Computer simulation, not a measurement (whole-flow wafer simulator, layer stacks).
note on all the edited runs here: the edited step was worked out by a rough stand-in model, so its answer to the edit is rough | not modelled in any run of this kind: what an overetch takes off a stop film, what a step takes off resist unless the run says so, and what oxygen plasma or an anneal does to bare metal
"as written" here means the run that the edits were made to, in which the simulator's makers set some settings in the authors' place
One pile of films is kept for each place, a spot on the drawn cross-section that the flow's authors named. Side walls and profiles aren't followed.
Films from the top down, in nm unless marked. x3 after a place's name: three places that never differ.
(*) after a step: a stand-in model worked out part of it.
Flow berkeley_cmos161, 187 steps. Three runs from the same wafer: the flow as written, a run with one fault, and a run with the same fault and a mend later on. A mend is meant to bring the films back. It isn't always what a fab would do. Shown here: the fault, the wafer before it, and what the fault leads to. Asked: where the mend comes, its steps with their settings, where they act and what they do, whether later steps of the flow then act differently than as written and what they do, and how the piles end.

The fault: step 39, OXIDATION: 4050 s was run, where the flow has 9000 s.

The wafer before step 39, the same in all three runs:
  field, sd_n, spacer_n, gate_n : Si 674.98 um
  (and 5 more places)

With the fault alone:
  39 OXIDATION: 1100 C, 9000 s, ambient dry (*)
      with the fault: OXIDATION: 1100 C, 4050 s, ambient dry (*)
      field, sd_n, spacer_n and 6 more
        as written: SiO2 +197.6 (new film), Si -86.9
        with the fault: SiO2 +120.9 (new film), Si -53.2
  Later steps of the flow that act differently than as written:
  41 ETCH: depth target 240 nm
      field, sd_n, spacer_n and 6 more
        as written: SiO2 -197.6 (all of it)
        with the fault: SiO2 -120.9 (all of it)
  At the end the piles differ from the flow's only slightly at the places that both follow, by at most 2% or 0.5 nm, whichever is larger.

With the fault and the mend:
  The mend comes after step 39.
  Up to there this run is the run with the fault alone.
  39a OXIDATION: 1100 C, 4950 s, ambient dry (*) (the flow's step 39 once more, with other settings)
      field, sd_n, spacer_n and 6 more
        SiO2 +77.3, Si -34
  No later step of the flow acts differently than as written, at any place that is followed, by more than 2% or 0.5 nm, whichever is larger.
  At the end the piles differ from the flow's only slightly at the places that both follow, by at most 2% or 0.5 nm, whichever is larger.
